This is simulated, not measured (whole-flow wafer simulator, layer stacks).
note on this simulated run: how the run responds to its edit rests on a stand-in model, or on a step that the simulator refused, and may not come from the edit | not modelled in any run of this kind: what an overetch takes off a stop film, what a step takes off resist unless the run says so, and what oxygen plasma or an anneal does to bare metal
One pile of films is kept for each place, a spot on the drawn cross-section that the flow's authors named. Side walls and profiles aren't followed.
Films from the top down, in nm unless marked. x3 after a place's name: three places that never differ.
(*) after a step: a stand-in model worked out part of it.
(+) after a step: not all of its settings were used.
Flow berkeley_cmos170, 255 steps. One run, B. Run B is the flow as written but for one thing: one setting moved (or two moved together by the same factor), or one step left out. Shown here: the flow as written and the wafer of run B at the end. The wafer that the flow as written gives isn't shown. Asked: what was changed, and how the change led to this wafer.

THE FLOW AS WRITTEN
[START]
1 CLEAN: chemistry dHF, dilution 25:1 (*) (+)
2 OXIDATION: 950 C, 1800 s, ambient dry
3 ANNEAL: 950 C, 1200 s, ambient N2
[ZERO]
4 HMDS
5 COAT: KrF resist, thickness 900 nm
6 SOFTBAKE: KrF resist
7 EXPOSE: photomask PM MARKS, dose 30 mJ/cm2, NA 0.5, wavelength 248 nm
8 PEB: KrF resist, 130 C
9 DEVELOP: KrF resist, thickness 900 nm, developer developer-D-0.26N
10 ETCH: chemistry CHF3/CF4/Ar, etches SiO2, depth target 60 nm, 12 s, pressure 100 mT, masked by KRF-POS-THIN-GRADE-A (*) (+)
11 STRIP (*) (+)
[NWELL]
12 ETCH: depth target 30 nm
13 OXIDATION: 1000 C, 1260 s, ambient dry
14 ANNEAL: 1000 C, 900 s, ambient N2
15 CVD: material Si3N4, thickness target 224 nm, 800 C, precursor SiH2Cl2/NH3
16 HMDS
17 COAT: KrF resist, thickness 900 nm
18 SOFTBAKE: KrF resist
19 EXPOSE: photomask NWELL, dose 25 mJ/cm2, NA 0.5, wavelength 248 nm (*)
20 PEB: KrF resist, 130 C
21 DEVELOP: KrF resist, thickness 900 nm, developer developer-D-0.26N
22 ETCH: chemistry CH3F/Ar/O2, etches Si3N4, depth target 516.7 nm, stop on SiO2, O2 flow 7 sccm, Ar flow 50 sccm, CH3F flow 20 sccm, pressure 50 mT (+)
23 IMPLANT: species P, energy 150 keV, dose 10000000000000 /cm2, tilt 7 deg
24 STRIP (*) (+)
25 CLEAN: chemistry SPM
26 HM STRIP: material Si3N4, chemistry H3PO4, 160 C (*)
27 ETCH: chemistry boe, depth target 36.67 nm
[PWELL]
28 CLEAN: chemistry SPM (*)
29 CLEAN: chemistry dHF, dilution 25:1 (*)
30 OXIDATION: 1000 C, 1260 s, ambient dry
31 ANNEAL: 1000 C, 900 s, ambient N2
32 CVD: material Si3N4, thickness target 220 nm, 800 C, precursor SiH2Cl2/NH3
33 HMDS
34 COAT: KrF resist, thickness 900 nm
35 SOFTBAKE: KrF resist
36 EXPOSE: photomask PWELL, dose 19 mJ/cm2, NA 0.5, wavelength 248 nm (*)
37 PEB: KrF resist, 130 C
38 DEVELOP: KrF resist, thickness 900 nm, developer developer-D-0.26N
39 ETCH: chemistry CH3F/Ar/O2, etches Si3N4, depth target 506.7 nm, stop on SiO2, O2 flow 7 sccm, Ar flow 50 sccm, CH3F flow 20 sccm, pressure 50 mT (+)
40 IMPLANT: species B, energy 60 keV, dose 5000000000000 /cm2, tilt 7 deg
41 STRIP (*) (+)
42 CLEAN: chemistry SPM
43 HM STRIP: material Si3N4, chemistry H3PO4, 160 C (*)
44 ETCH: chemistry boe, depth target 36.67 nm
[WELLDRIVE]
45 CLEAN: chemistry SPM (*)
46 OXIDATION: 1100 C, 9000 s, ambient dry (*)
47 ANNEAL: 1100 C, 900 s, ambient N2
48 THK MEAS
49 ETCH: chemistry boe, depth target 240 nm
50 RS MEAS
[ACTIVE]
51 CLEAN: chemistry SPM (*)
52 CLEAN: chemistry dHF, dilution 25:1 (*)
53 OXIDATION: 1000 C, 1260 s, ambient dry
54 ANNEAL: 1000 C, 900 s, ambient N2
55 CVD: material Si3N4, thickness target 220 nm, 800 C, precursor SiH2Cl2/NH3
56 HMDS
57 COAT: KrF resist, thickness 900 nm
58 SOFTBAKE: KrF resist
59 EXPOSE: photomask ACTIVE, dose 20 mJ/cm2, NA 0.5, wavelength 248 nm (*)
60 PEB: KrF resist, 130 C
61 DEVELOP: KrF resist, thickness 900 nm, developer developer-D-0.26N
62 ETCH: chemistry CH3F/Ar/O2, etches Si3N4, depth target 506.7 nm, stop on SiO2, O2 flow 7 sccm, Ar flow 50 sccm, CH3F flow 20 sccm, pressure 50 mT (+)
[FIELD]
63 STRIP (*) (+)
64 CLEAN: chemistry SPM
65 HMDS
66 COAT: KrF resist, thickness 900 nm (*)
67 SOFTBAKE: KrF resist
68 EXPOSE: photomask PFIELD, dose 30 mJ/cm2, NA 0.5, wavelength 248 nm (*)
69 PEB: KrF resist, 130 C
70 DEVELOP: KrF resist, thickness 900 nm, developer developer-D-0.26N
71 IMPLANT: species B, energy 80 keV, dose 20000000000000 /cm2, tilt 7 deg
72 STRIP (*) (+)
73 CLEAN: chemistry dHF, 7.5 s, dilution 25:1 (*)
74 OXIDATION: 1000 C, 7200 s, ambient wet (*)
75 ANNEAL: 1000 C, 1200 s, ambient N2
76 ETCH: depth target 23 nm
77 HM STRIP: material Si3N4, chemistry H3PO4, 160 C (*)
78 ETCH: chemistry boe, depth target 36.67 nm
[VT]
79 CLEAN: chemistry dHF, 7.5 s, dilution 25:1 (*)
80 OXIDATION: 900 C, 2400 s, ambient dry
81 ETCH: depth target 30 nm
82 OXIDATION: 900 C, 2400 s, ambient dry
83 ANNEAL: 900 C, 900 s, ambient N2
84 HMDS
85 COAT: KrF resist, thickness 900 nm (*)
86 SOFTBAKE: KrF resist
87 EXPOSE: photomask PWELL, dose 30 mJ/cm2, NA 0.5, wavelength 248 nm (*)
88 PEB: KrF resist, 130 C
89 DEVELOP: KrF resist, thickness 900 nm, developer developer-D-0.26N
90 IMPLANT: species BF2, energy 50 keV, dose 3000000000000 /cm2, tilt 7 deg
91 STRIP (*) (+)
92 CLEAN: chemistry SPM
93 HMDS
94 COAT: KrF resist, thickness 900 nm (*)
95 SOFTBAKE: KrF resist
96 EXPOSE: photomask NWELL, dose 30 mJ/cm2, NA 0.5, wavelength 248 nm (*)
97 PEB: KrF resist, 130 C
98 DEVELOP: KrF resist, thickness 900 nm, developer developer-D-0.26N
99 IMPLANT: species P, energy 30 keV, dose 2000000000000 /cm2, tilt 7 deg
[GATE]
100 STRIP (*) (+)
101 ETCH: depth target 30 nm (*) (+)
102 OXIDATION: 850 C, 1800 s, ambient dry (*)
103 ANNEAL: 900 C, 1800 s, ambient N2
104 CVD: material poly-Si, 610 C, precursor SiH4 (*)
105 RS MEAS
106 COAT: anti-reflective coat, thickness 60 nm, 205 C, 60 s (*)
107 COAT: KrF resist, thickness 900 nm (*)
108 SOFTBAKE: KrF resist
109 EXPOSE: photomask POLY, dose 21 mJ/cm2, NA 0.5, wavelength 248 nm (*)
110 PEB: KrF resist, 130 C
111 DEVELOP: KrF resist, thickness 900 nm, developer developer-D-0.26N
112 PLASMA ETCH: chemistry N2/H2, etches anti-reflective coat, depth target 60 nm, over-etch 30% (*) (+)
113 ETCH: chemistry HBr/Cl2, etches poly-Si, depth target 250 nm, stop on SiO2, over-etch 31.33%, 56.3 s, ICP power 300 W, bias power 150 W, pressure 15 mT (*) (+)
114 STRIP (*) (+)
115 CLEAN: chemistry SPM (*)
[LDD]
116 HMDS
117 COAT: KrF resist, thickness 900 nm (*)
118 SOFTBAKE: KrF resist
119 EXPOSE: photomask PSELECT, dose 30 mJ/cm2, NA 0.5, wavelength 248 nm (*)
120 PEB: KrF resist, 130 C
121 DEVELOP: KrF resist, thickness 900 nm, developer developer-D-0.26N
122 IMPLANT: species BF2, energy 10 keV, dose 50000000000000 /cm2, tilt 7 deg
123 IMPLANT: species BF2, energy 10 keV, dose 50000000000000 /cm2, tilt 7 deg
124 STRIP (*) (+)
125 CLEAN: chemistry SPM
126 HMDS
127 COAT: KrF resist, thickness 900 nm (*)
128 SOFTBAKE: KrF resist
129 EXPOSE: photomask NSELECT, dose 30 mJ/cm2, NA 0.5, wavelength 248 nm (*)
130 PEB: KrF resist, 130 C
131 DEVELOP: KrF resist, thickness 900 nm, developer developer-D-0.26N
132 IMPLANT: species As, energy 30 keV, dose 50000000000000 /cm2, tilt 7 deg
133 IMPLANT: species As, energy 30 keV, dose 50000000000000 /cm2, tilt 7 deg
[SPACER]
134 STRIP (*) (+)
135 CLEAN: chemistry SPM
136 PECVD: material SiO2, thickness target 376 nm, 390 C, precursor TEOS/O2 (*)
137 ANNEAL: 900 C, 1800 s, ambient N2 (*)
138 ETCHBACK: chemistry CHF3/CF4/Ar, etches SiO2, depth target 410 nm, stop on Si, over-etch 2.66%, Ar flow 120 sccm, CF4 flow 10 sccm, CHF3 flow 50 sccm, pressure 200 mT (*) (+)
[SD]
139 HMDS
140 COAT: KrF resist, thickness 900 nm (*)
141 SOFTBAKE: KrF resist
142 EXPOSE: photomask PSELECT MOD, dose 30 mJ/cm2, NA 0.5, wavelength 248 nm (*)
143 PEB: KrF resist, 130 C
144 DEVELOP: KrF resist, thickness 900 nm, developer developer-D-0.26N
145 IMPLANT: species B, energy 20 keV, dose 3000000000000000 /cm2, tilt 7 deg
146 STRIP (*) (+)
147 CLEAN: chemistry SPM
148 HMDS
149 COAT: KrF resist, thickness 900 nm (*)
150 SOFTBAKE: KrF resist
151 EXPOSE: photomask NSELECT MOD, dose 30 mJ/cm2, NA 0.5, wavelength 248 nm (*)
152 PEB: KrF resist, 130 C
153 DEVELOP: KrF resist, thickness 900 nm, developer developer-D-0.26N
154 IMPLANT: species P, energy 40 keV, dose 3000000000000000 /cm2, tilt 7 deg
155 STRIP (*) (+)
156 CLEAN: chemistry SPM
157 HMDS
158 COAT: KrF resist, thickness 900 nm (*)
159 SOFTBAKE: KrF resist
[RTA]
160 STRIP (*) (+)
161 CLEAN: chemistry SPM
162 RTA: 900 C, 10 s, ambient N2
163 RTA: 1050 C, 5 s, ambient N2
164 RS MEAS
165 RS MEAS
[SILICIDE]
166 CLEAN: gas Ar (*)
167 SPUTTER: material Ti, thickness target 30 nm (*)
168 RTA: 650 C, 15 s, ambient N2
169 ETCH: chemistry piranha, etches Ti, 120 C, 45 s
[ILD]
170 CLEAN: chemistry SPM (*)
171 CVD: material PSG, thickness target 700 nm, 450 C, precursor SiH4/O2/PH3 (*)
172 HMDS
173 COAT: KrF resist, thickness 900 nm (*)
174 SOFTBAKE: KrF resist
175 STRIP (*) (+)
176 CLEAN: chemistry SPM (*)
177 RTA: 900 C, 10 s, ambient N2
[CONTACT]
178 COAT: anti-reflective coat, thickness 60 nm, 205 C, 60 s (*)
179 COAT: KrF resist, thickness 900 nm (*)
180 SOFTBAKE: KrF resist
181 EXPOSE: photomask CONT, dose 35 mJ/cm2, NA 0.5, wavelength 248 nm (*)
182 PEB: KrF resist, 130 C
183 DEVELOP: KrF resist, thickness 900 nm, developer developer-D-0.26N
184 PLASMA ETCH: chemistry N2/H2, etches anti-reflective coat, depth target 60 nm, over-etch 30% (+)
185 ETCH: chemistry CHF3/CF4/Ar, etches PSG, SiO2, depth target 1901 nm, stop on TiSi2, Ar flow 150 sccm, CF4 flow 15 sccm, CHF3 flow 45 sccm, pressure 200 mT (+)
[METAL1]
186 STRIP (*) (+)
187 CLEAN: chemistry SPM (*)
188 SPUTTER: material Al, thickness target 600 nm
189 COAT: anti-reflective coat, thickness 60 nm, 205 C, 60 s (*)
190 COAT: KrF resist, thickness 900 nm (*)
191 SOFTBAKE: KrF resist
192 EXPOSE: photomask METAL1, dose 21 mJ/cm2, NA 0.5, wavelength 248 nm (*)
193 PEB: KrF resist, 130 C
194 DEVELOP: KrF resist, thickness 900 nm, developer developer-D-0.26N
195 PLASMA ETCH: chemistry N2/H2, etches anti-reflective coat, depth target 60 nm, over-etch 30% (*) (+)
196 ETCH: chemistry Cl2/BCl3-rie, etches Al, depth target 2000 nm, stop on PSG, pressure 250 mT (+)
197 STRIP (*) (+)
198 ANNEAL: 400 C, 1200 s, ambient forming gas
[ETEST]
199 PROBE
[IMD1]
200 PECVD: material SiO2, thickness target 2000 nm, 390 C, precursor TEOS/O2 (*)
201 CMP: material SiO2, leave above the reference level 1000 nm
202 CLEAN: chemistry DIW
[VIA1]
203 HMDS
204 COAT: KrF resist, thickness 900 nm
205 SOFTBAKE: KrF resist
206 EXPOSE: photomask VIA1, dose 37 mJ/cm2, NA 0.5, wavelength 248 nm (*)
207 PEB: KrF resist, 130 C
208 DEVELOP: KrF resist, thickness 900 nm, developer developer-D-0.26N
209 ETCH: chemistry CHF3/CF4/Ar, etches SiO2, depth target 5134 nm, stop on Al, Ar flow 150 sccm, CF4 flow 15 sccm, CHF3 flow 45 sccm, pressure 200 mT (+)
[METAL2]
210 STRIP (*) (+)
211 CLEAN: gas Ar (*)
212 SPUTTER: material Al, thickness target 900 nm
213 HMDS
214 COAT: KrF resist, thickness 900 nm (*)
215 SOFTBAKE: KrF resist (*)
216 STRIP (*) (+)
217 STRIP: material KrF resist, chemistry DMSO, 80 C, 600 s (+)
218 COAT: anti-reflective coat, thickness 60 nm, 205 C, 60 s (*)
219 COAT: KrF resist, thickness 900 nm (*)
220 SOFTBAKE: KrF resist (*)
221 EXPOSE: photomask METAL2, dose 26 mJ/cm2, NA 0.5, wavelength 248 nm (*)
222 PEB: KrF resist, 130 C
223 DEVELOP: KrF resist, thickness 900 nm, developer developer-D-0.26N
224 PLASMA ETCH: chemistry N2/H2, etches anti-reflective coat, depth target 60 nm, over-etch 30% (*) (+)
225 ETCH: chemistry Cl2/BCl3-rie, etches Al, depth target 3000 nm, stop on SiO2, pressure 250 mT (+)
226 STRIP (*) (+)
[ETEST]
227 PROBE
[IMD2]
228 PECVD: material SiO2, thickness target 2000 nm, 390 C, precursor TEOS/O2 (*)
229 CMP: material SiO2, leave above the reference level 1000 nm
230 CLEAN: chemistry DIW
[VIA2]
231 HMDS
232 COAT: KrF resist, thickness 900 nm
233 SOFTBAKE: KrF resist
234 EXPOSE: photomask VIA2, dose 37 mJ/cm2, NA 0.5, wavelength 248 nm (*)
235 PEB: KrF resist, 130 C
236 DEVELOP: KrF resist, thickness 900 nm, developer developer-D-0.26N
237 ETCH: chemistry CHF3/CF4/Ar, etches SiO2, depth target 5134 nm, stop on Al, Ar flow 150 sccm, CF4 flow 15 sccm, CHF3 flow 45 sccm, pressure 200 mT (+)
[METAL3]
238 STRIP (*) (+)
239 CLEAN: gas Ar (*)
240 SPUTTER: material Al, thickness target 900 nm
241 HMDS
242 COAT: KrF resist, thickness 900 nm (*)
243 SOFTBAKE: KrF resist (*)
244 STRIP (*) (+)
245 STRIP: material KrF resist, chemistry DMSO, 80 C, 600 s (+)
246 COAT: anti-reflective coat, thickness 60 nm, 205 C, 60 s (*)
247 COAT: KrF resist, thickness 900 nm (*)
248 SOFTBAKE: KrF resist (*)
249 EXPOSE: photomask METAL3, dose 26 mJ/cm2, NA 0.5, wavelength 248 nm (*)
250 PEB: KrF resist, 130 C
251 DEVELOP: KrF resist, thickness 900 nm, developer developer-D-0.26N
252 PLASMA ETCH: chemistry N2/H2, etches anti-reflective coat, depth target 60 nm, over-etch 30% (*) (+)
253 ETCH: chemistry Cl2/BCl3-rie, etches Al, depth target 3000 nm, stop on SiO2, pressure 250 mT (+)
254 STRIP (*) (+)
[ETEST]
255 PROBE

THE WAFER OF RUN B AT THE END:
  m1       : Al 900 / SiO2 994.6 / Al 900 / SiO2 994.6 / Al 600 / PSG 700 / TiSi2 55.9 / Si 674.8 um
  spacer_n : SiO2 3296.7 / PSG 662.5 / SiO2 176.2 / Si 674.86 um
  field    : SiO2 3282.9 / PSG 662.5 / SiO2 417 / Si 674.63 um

The cause: step 78, ETCH: chemistry boe, depth target 36.67 nm, was left out.

How the change led to this, step by step:
  79 CLEAN: chemistry dHF, 7.5 s, dilution 25:1 (*)
      sd_n, spacer_n, gate_n and 8 more: SiO2 -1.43 (as written it would be: nothing)
  80 OXIDATION: 900 C, 2400 s, ambient dry
      spacer_n, gate_n, spacer_p and 6 more: SiO2 +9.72, Si -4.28 (as written it would be: SiO2 +14.9 (new film), Si -6.57)
      sd_n, sd_p: SiO2 +9.71, Si -4.27 (as written it would be: SiO2 +14.9 (new film), Si -6.57)
  81 ETCH: depth target 30 nm
      sd_n, spacer_n, gate_n and 8 more: SiO2 -30 (as written it would be: SiO2 -14.9 (all of it))
  82 OXIDATION: 900 C, 2400 s, ambient dry
      spacer_n, gate_n, spacer_p and 6 more: SiO2 +12.4, Si -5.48 (as written it would be: SiO2 +14.9 (new film), Si -6.57)
      sd_n, sd_p: SiO2 +12.4, Si -5.46 (as written it would be: SiO2 +14.9 (new film), Si -6.57)
  106 COAT: anti-reflective coat, thickness 60 nm, 205 C, 60 s (*)
      sd_n: anti-reflective coat +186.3 (new film) (as written it would be: anti-reflective coat +158.6 (new film))
      spacer_n: anti-reflective coat +25 (new film) (as written it would be: anti-reflective coat +31.5 (new film))
      (and at 8 more places)
  107 COAT: KrF resist, thickness 900 nm (*)
      spacer_n: KrF resist +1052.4 (new film) (as written it would be: KrF resist +1024.8 (new film))
      gate_n: KrF resist +1055 (new film) (as written it would be: KrF resist +1027.4 (new film))
  111 DEVELOP: KrF resist, thickness 900 nm, developer developer-D-0.26N
      spacer_n: KrF resist -1050.7 (all of it) (as written it would be: KrF resist -1023.1 (all of it))
  112 PLASMA ETCH: chemistry N2/H2, etches anti-reflective coat, depth target 60 nm, over-etch 30% (*) (+)
      field: anti-reflective coat -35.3 (all of it), poly-Si -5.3 (as written it would be: anti-reflective coat -34.7 (all of it), poly-Si -4.4)
      sd_n: anti-reflective coat -186.3 (all of it), poly-Si -1.43 (as written it would be: anti-reflective coat -158.6 (all of it), poly-Si -1.22)
      (and at 8 more places)
  114 STRIP (*) (+)
      gate_n: chemical SiO2 +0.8 (new film), KrF resist -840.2 (all of it), anti-reflective coat -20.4 (all of it), poly-Si -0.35 (as written it would be: chemical SiO2 +0.8 (new film), KrF resist -812.6 (all of it), anti-reflective coat -27.3 (all of it), poly-Si -0.35)
      gate_p: chemical SiO2 +0.8 (new film), KrF resist -797.7 (all of it), anti-reflective coat -26.1 (all of it), poly-Si -0.35 (as written it would be: chemical SiO2 +0.8 (new film), KrF resist -782.1 (all of it), anti-reflective coat -29.6 (all of it), poly-Si -0.35)
  117 COAT: KrF resist, thickness 900 nm (*)
      sd_n: KrF resist +1021.9 (new film) (as written it would be: KrF resist +1000.9 (new film))
  124 STRIP (*) (+)
      sd_n: KrF resist -1006 (all of it) (as written it would be: KrF resist -985.1 (all of it))
  127 COAT: KrF resist, thickness 900 nm (*)
      sd_n: KrF resist +1022.2 (new film) (as written it would be: KrF resist +1000.9 (new film))
  131 DEVELOP: KrF resist, thickness 900 nm, developer developer-D-0.26N
      sd_n: KrF resist -1020.5 (all of it) (as written it would be: KrF resist -999.3 (all of it))
  140 COAT: KrF resist, thickness 900 nm (*)
      sd_n: KrF resist +1006.3 (new film) (as written it would be: KrF resist +985.6 (new film))
  146 STRIP (*) (+)
      sd_n: chemical SiO2 +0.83 (new film), KrF resist -990.5 (all of it), Si -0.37 (as written it would be: chemical SiO2 +0.83 (new film), KrF resist -969.8 (all of it), Si -0.36)
  149 COAT: KrF resist, thickness 900 nm (*)
      sd_n: KrF resist +1006.1 (new film) (as written it would be: KrF resist +985.1 (new film))
  ... 11 more steps ...
  201 CMP: material SiO2, leave above the reference level 1000 nm
      field: SiO2 -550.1 (as written it would be: SiO2 -517)
